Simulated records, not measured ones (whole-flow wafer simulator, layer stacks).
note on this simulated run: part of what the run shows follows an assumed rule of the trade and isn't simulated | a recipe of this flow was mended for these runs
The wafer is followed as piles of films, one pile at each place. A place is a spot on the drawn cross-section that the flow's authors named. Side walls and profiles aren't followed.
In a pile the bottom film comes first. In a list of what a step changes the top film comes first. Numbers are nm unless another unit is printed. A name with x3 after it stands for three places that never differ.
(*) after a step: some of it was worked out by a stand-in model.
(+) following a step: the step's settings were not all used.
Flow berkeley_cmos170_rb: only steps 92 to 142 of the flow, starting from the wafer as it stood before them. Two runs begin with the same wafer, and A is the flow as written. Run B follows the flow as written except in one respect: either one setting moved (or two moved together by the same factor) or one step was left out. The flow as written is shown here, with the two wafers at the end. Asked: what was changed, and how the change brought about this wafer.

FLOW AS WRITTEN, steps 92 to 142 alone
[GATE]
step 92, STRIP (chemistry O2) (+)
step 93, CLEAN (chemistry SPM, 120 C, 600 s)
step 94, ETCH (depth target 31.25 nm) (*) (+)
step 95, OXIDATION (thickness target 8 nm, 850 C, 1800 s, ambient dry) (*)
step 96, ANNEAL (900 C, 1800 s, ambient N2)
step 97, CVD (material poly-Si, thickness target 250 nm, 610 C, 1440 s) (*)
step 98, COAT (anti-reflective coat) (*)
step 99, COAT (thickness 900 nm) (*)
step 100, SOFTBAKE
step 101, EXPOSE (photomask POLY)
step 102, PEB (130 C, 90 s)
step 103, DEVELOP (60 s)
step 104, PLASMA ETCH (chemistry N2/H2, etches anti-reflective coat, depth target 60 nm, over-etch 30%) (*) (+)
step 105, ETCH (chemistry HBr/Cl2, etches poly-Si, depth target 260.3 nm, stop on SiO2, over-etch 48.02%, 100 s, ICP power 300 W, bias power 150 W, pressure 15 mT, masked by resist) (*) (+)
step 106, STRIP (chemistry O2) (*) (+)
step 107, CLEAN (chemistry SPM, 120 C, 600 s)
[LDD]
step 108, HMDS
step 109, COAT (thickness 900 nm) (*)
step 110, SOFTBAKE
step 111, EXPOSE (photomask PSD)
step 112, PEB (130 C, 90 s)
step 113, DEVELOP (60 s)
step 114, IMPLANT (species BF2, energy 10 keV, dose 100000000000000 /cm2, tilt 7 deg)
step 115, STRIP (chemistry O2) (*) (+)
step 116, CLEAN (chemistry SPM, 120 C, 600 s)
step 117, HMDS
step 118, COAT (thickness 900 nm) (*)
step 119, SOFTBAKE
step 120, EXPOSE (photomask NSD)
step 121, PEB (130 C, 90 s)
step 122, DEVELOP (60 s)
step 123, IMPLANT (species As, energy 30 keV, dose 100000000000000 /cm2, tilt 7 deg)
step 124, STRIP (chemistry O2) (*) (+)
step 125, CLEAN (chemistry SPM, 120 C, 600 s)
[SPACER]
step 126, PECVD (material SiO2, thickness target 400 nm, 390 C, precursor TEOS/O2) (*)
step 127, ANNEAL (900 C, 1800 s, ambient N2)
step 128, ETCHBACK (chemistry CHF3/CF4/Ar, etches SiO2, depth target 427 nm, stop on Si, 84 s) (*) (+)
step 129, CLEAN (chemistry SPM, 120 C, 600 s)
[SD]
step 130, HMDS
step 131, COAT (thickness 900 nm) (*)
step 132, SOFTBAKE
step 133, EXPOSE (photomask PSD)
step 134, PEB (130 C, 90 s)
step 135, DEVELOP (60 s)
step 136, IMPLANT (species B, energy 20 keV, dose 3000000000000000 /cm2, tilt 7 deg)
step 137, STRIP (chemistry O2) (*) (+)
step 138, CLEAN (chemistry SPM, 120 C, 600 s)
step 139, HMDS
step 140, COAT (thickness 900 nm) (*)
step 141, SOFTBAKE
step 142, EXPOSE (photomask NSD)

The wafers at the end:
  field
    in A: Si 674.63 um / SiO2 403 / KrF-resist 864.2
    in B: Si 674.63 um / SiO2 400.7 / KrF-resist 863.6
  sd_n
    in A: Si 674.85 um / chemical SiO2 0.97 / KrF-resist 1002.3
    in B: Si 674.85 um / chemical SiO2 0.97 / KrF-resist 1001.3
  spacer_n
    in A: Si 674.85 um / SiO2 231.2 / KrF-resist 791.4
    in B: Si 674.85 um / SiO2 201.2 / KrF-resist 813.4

Cause: step 97, CVD: thickness target 220 nm was run, while the flow as written has thickness target 250 nm; step 97, CVD: 1267 s was run, where the flow has 1440 s.

The path from the change to this, step by step:
  step 97, CVD (material poly-Si, thickness target 250 nm, 610 C, 1440 s) (*)
      field, sd_n, spacer_n and 6 more: A +250 poly-Si (new film) | B +220 poly-Si (new film)
  step 105, ETCH (chemistry HBr/Cl2, etches poly-Si, depth target 260.3 nm, stop on SiO2, over-etch 48.02%, 100 s, ICP power 300 W, bias power 150 W, pressure 15 mT, masked by resist) (*) (+)
      spacer_n, spacer_p: A -248.5 poly-Si (all of it), -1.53 SiO2 | B -218.6 poly-Si (all of it), -3.84 SiO2
      field: A -245 poly-Si (all of it), -1.8 SiO2 | B -215.1 poly-Si (all of it), -4.11 SiO2
      (and at 4 other places as well)
  step 109, COAT (thickness 900 nm) (*)
      gate: A +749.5 KrF-resist (new film) | B +773.4 KrF-resist (new film)
      gate_p: A +745.7 KrF-resist (new film) | B +769.6 KrF-resist (new film)
  step 113, DEVELOP (60 s)
      gate_p: A -744.1 KrF-resist (all of it) | B -767.9 KrF-resist (all of it)
  step 115, STRIP (chemistry O2) (*) (+)
      gate: A -733 KrF-resist (all of it), +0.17 chemical SiO2 | B -756.8 KrF-resist (all of it), +0.17 chemical SiO2
  step 118, COAT (thickness 900 nm) (*)
      gate: A +748.7 KrF-resist (new film) | B +773.3 KrF-resist (new film)
      gate_p: A +744.7 KrF-resist (new film) | B +769.4 KrF-resist (new film)
  step 122, DEVELOP (60 s)
      gate: A -747.1 KrF-resist (all of it) | B -771.6 KrF-resist (all of it)
  step 124, STRIP (chemistry O2) (*) (+)
      gate_p: A -728.2 KrF-resist (all of it), +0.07 chemical SiO2 | B -752.8 KrF-resist (all of it), +0.07 chemical SiO2
  step 128, ETCHBACK (chemistry CHF3/CF4/Ar, etches SiO2, depth target 427 nm, stop on Si, 84 s) (*) (+)
      spacer_n, spacer_p: A -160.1 SiO2 | B -187.8 SiO2
  step 131, COAT (thickness 900 nm) (*)
      spacer_n: A +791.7 KrF-resist (new film) | B +813.4 KrF-resist (new film)
      gate: A +770.7 KrF-resist (new film) | B +791.9 KrF-resist (new film)
      (and at 2 other places as well)
  step 135, DEVELOP (60 s)
      spacer_p: A -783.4 KrF-resist (all of it) | B -805.1 KrF-resist (all of it)
      gate_p: A -762.3 KrF-resist (all of it) | B -783.5 KrF-resist (all of it)
  step 137, STRIP (chemistry O2) (*) (+)
      spacer_n: A -775.1 KrF-resist (all of it) | B -796.7 KrF-resist (all of it)
      gate: A -754.1 KrF-resist (all of it), +0.17 chemical SiO2, -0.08 poly-Si | B -775.3 KrF-resist (all of it), +0.17 chemical SiO2, -0.07 poly-Si
  step 140, COAT (thickness 900 nm) (*)
      spacer_n: A +791.4 KrF-resist (new film) | B +813.4 KrF-resist (new film)
      gate: A +770.4 KrF-resist (new film) | B +792 KrF-resist (new film)
      (and at 2 other places as well)
